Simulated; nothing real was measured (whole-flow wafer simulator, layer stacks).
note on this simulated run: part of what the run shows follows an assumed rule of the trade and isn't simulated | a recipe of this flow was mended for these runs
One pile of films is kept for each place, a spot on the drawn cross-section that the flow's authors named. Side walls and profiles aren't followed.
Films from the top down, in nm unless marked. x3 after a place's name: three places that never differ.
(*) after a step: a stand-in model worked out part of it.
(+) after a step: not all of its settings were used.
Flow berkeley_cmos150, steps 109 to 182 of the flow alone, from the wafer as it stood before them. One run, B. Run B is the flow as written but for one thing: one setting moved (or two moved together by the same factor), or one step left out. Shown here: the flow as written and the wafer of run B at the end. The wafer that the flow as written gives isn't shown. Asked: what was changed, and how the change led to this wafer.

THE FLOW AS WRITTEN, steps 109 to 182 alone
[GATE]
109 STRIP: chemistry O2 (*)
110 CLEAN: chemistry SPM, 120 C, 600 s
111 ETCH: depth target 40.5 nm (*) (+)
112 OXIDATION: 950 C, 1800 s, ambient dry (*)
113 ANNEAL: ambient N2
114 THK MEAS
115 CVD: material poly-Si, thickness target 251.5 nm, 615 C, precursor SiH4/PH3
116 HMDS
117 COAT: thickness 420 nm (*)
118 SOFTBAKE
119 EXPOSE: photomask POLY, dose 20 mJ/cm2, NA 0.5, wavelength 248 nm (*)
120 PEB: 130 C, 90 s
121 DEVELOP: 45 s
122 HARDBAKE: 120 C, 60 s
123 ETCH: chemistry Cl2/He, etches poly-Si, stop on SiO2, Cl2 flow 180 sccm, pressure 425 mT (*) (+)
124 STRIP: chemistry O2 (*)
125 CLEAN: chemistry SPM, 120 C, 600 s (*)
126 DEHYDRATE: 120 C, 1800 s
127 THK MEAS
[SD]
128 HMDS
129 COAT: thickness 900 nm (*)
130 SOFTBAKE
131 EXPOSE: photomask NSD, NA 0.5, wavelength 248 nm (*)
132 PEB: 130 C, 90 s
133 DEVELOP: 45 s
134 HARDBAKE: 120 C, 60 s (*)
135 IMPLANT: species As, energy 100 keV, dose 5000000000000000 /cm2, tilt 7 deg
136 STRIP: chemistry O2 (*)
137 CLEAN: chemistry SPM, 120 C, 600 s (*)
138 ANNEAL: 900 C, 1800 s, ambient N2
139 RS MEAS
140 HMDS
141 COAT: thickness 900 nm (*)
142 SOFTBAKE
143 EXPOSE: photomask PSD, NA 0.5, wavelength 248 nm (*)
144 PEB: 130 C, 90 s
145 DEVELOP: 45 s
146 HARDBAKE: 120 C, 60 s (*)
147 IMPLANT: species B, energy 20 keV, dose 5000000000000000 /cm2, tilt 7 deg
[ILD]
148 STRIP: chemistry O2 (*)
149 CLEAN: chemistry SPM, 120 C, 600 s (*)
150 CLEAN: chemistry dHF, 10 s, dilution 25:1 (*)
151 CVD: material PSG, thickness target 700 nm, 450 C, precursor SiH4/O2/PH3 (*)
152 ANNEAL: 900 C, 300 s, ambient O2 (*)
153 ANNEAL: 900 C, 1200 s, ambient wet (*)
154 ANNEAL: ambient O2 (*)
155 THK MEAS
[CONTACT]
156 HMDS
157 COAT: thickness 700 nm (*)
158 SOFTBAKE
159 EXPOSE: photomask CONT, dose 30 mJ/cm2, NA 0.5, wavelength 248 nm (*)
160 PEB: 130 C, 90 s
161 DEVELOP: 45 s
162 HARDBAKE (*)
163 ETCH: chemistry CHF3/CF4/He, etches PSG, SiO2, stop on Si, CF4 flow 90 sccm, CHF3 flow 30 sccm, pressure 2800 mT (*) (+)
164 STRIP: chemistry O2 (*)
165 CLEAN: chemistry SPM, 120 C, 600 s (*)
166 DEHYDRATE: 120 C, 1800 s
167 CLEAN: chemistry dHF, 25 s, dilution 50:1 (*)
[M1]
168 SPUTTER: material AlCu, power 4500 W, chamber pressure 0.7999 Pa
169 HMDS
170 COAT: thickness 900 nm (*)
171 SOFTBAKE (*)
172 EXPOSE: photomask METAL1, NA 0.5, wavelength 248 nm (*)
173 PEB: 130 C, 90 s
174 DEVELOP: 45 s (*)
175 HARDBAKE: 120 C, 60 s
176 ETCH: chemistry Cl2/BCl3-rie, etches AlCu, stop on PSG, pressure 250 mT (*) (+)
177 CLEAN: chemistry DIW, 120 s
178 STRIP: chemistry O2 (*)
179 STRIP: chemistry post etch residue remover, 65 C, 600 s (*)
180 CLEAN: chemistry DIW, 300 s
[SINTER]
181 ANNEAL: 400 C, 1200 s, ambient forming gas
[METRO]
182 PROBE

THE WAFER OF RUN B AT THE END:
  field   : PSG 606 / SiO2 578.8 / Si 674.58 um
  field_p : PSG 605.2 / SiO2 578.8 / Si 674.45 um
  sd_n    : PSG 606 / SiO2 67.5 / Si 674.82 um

The cause: step 111, ETCH: depth target 40.5 nm (*) (+), was left out.

How the change led to this, step by step:
  112 OXIDATION: 950 C, 1800 s, ambient dry (*)
      gate_n, sd_p, gate_p, contact, m1: SiO2 +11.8, Si -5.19 (as written it would be: SiO2 +20.4 (new film), Si -8.98)
      sd_n: SiO2 +9.99, Si -4.39 (as written it would be: SiO2 +20.4 (new film), Si -8.98)
  117 COAT: thickness 420 nm (*)
      gate_n: KrF-resist +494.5 (new film) (as written it would be: KrF-resist +482.6 (new film))
  122 HARDBAKE: 120 C, 60 s
      gate_n: KrF-resist -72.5 (as written it would be: KrF-resist -70.7)
  124 STRIP: chemistry O2 (*)
      gate_n: chemical SiO2 +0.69 (new film), KrF-resist -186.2 (all of it), poly-Si -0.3 (as written it would be: chemical SiO2 +0.69 (new film), KrF-resist -176.1 (all of it), poly-Si -0.3)
      gate_p: chemical SiO2 +0.69 (new film), KrF-resist -218.6 (all of it), poly-Si -0.3 (as written it would be: chemical SiO2 +0.69 (new film), KrF-resist -213.2 (all of it), poly-Si -0.3)
  153 ANNEAL: 900 C, 1200 s, ambient wet (*)
      sd_n: PSG -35, SiO2 +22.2, Si -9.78 (as written it would be: PSG -35, SiO2 +22.8, Si -10)
  163 ETCH: chemistry CHF3/CF4/He, etches PSG, SiO2, stop on Si, CF4 flow 90 sccm, CHF3 flow 30 sccm, pressure 2800 mT (*) (+)
      contact: PSG -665 (all of it), SiO2 -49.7 (all of it), Si -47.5 (as written it would be: PSG -665 (all of it), SiO2 -38.1 (all of it), Si -47.5)
  164 STRIP: chemistry O2 (*)
      field: KrF-resist -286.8 (all of it) (as written it would be: KrF-resist -294.5 (all of it))
      field_p: KrF-resist -388.5 (all of it) (as written it would be: KrF-resist -397.1 (all of it))
  176 ETCH: chemistry Cl2/BCl3-rie, etches AlCu, stop on PSG, pressure 250 mT (*) (+)
      gate_p: AlCu -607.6 (all of it), PSG -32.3 (as written it would be: AlCu -616.1 (all of it), PSG -31.2)
  178 STRIP: chemistry O2 (*)
      contact: thick-KrF-resist -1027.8 (all of it) (as written it would be: thick-KrF-resist -1006.2 (all of it))
      m1: thick-KrF-resist -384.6 (all of it) (as written it would be: thick-KrF-resist -373.8 (all of it))
